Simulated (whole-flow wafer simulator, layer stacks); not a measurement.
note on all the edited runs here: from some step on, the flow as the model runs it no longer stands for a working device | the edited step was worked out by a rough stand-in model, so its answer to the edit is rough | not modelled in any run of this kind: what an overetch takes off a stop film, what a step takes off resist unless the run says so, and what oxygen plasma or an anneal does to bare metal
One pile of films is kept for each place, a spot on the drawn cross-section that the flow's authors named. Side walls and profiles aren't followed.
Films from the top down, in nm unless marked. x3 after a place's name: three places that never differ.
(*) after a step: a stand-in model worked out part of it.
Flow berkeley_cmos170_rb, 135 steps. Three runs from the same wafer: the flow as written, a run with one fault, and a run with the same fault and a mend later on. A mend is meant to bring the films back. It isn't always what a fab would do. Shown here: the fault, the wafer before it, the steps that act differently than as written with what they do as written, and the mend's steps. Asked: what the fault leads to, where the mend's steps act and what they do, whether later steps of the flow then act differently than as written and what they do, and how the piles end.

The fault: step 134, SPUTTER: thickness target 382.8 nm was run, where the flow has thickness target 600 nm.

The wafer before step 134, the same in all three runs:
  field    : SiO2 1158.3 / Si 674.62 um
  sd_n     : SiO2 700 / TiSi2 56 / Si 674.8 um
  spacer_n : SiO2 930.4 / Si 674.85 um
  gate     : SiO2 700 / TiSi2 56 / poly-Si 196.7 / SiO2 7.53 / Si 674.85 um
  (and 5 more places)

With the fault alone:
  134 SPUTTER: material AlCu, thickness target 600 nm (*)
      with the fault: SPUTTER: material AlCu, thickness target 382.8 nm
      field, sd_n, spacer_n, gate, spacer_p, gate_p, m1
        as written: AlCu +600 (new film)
        with the fault: AlCu +382.8 (new film)
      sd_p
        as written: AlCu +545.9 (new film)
        with the fault: AlCu +342.4 (new film)
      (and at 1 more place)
  No later step of the flow acts differently than as written at any place that is followed.
  At the end the piles differ from the flow's by more than 2% or 0.5 nm, whichever is larger, at field, sd_n, spacer_n and 6 more.
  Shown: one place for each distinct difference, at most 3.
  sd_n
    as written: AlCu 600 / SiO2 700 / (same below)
    with the fault: AlCu 382.8 / SiO2 700 / (same below)
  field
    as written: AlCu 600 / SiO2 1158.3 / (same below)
    with the fault: AlCu 382.8 / SiO2 1158.3 / (same below)
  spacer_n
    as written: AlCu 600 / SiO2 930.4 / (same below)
    with the fault: AlCu 382.8 / SiO2 930.4 / (same below)

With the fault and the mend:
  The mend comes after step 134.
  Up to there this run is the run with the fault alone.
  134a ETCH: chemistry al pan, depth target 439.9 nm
      field, sd_n, spacer_n, gate, spacer_p, gate_p, m1
        AlCu -382.8 (all of it)
      sd_p
        AlCu -342.4 (all of it)
      contact
        AlCu -269.1 (all of it)
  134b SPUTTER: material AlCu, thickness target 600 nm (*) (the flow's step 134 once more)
      field, sd_n, spacer_n, gate, spacer_p, gate_p, m1
        AlCu +600 (new film)
      sd_p
        AlCu +545.9 (new film)
      contact
        AlCu +415.1 (new film)
  No later step of the flow acts differently than as written at any place that is followed.
  At the end the piles are the same as the flow's at every place that both follow.
